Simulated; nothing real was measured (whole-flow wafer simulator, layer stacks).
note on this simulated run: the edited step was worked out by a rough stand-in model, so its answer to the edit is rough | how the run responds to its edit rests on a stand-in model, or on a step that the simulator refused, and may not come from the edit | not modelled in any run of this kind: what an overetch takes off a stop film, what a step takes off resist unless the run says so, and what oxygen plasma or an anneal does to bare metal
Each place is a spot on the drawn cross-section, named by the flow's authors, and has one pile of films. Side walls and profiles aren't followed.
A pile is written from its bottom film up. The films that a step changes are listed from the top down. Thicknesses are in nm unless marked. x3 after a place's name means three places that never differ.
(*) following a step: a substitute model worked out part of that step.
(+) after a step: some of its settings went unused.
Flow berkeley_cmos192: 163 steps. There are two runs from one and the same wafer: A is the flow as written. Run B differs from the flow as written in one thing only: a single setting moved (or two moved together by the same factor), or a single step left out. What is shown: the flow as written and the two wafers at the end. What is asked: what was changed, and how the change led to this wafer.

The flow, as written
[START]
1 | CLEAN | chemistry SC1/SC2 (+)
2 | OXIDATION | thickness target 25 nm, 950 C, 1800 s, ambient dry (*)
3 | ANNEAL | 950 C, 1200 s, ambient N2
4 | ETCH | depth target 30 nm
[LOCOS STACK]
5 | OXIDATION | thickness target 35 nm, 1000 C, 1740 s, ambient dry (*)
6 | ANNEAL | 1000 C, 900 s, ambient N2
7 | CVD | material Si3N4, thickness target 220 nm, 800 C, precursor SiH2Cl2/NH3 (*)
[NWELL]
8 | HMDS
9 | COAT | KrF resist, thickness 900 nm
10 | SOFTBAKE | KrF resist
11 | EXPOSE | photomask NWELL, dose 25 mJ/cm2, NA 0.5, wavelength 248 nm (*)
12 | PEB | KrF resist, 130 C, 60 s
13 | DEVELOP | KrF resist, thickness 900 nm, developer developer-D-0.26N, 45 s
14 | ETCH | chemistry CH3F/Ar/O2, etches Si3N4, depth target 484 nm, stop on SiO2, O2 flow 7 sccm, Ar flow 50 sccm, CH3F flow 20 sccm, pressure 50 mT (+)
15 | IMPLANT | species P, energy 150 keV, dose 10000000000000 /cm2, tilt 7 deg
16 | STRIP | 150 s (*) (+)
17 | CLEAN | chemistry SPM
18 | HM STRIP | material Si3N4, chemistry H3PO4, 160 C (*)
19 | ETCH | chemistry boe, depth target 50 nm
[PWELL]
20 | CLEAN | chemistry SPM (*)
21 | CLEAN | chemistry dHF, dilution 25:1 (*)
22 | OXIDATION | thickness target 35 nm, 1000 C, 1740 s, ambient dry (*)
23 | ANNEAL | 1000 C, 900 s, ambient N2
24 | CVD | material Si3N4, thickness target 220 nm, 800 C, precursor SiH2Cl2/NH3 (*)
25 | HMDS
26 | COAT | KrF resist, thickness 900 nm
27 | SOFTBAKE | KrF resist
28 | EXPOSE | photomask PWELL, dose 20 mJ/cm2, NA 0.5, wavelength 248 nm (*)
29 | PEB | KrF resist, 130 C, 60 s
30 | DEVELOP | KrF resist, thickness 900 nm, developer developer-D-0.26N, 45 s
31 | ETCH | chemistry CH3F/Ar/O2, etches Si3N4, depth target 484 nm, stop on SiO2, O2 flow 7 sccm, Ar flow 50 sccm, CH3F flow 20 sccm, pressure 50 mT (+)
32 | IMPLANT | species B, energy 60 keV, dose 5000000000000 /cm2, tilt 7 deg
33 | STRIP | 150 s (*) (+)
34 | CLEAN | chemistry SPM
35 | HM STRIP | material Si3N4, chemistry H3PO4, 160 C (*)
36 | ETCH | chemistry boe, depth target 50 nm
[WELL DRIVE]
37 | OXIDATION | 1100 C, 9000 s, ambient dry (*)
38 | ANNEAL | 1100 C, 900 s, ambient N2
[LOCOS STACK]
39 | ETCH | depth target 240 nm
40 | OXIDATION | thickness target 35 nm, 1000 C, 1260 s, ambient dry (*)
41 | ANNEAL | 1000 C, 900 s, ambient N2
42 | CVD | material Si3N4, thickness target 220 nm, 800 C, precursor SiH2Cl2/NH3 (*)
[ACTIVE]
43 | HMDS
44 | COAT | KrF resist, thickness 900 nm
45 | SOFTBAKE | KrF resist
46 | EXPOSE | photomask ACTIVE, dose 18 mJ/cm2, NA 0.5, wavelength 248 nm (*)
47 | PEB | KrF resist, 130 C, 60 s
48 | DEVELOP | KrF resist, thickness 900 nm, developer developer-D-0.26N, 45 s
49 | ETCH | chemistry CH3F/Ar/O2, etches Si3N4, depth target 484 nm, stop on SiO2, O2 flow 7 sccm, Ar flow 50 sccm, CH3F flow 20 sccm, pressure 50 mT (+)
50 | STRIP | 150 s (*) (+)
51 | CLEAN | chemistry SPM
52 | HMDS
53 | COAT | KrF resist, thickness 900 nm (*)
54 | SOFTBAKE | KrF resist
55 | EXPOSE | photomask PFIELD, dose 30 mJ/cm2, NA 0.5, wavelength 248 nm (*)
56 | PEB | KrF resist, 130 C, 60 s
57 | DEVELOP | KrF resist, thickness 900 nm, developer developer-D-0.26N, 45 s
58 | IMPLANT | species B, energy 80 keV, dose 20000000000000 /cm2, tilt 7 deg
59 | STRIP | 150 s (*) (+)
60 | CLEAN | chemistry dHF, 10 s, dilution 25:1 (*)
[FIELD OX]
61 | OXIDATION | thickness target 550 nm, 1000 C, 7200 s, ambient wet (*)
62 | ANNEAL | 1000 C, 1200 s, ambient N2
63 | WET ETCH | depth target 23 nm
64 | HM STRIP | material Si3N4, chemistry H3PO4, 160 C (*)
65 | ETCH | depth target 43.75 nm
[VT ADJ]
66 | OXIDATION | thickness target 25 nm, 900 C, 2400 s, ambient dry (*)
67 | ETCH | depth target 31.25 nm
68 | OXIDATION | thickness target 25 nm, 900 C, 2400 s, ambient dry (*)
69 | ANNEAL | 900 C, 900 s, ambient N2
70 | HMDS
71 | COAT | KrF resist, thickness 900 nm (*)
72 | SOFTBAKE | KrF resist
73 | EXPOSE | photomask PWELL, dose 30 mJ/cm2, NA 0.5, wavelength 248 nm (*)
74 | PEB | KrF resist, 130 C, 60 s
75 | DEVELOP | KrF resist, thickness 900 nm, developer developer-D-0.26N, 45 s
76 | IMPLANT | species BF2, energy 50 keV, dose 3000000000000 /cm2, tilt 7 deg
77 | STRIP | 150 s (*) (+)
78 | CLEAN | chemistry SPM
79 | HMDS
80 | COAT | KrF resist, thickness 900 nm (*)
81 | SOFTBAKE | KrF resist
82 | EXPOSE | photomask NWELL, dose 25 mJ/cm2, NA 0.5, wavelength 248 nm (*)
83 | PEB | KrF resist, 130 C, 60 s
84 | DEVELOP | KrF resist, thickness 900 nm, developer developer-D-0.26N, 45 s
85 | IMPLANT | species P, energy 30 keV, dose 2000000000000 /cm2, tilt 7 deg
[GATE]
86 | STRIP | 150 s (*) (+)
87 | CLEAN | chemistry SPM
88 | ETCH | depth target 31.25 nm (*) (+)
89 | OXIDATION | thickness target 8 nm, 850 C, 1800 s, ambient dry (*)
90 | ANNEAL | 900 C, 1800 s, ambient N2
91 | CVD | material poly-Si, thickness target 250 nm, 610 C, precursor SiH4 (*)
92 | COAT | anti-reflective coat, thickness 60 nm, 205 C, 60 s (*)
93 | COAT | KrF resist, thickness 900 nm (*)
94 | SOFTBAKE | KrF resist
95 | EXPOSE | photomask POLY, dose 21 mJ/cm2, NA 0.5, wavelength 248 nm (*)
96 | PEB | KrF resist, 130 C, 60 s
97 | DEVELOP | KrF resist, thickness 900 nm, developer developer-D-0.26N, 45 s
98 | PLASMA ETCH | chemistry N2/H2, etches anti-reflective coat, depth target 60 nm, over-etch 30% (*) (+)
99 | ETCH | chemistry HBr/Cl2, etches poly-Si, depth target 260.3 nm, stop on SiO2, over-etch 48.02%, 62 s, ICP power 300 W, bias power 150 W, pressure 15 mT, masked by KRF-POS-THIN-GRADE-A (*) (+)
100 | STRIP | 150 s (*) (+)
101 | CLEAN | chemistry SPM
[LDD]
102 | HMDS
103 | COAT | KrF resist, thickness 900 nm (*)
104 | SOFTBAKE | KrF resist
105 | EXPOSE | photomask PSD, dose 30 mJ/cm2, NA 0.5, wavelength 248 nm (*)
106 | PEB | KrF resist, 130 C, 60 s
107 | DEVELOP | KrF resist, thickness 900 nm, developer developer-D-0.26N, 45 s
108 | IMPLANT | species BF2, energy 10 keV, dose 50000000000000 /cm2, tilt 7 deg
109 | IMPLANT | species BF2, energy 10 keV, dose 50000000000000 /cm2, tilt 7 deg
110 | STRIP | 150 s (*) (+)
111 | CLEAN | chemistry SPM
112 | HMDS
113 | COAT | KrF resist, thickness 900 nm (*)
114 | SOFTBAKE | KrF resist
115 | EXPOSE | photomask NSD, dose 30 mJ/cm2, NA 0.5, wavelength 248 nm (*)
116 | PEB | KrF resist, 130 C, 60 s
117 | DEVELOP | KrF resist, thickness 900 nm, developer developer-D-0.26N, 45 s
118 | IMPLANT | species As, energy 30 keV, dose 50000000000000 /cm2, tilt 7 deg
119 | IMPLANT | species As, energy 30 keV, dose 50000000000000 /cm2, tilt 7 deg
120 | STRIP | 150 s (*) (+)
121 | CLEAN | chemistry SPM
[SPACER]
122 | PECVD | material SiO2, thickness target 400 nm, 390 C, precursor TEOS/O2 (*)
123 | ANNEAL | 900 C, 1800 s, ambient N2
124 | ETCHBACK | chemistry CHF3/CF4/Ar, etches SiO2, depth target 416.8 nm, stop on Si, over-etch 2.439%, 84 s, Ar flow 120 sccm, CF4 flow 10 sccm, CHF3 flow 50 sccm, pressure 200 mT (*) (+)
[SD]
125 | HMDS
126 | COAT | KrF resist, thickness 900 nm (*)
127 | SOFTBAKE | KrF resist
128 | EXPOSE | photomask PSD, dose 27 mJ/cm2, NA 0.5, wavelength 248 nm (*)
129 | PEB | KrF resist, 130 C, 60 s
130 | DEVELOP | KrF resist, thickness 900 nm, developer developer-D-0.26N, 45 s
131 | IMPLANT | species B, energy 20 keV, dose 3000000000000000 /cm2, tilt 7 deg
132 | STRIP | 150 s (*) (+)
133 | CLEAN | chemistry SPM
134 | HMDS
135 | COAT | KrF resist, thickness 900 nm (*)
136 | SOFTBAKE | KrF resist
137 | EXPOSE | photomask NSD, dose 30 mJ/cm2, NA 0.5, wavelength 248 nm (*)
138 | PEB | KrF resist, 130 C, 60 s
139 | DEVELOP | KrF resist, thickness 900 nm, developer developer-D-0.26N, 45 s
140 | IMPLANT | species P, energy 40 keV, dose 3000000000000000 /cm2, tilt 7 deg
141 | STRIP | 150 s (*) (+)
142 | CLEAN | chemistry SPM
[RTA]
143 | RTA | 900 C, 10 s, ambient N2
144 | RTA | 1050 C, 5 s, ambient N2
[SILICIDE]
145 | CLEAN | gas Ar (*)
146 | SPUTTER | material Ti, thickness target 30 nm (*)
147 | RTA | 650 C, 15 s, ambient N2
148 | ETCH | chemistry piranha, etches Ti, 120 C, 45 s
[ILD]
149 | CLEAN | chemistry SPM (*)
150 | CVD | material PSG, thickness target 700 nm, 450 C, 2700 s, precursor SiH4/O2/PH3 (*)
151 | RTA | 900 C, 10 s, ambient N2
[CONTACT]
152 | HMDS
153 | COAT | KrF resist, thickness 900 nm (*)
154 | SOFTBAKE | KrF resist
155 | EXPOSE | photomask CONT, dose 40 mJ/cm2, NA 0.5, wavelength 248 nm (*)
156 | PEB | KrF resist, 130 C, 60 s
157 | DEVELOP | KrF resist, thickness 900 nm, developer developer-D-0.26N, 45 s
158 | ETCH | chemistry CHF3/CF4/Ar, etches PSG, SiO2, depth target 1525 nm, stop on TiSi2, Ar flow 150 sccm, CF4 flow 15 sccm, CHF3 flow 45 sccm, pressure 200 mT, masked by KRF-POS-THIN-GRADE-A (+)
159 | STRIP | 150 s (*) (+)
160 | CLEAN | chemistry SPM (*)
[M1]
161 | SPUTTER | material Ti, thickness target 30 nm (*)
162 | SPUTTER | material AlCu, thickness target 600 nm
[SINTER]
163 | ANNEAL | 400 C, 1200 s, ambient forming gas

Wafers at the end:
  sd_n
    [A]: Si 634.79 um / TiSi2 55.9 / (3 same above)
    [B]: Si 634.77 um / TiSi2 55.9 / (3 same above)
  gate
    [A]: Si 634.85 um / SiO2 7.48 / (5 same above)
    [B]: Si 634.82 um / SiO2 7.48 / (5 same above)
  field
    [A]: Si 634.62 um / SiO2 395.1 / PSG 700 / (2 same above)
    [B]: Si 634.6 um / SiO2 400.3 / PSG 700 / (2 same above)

The reason: step 37, OXIDATION: 14400 s was run, though the flow has 9000 s.

How this came from the change, step by step:
  37 | OXIDATION | 1100 C, 9000 s, ambient dry (*)
      field, sd_n, spacer_n and 6 more: A +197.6 SiO2 (new film), -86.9 Si | B +262.1 SiO2 (new film), -115.3 Si
  39 | ETCH | depth target 240 nm
      field, sd_n, spacer_n and 6 more: A -197.6 SiO2 (all of it) | B -240 SiO2
  40 | OXIDATION | thickness target 35 nm, 1000 C, 1260 s, ambient dry (*)
      field, sd_n, spacer_n and 6 more: A +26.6 SiO2 (new film), -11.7 Si | B +20.3 SiO2, -8.95 Si
  61 | OXIDATION | thickness target 550 nm, 1000 C, 7200 s, ambient wet (*)
      gate: A +12.1 SiO2 (new film), -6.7 Si3N4, +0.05 SiO2, -0.05 Si | B +12.1 SiO2 (new film), -6.7 Si3N4
      sd_n: A +12.1 SiO2 (new film), -6.7 Si3N4, +0.06 SiO2, -0.06 Si | B +12.1 SiO2 (new film), -6.7 Si3N4, +1.32 SiO2, -0.58 Si
      (and at 1 other place as well)
  65 | ETCH | depth target 43.75 nm
      spacer_n, gate, spacer_p, gate_p, contact, m1: A -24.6 SiO2 (all of it) | B -40.5 SiO2 (all of it)
      sd_n, sd_p: A -24.6 SiO2 (all of it) | B -41.8 SiO2 (all of it)
  92 | COAT | anti-reflective coat, thickness 60 nm, 205 C, 60 s (*)
      sd_n: A +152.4 anti-reflective coat (new film) | B +159.8 anti-reflective coat (new film)
      spacer_n: A +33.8 anti-reflective coat (new film) | B +31 anti-reflective coat (new film)
      (and at 4 other places as well)
  98 | PLASMA ETCH | chemistry N2/H2, etches anti-reflective coat, depth target 60 nm, over-etch 30% (*) (+)
      sd_n: A -152.4 anti-reflective coat (all of it), -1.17 poly-Si | B -159.8 anti-reflective coat (all of it), -1.23 poly-Si
      spacer_n: A -33.8 anti-reflective coat (all of it), -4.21 poly-Si | B -31 anti-reflective coat (all of it), -4.53 poly-Si
      (and at 2 other places as well)
  100 | STRIP | 150 s (*) (+)
      gate: A +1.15 chemical SiO2 (new film), -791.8 KrF resist (all of it), -30 anti-reflective coat (all of it), -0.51 poly-Si | B +1.15 chemical SiO2 (new film), -800.4 KrF resist (all of it), -27 anti-reflective coat (all of it), -0.51 poly-Si
      gate_p: A +1.15 chemical SiO2 (new film), -765.1 KrF resist (all of it), -31 anti-reflective coat (all of it), -0.51 poly-Si | B +1.15 chemical SiO2 (new film), -770.8 KrF resist (all of it), -28.8 anti-reflective coat (all of it), -0.51 poly-Si
